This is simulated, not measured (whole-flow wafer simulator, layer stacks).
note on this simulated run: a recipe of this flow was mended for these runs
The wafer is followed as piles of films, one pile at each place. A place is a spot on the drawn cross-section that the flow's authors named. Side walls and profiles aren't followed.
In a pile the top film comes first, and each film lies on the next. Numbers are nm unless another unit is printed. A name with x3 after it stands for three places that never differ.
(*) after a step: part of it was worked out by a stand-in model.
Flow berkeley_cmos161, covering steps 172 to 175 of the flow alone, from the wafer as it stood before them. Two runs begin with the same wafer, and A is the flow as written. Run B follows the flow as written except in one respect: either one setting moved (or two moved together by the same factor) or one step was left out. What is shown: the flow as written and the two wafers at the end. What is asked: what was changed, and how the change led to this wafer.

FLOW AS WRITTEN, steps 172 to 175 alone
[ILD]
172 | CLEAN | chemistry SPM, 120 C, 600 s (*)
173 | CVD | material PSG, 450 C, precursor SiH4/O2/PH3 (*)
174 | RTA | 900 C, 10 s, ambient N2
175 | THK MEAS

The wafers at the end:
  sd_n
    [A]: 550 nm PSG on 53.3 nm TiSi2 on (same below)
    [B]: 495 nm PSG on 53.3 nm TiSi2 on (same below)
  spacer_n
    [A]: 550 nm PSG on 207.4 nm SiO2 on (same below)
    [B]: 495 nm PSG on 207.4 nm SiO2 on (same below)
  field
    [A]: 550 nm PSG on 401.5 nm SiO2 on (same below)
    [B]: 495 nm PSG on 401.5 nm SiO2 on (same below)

The reason: step 173, CVD: 434 C was run, though the flow has 450 C.

How this came from the change, step by step:
  173 | CVD | material PSG, 450 C, precursor SiH4/O2/PH3 (*)
      field, sd_n, spacer_n, gate_n, spacer_p, gate_p, contact x2: A +550 PSG (new film) | B +495 PSG (new film)
      sd_p: A +522.4 PSG (new film) | B +470.8 PSG (new film)
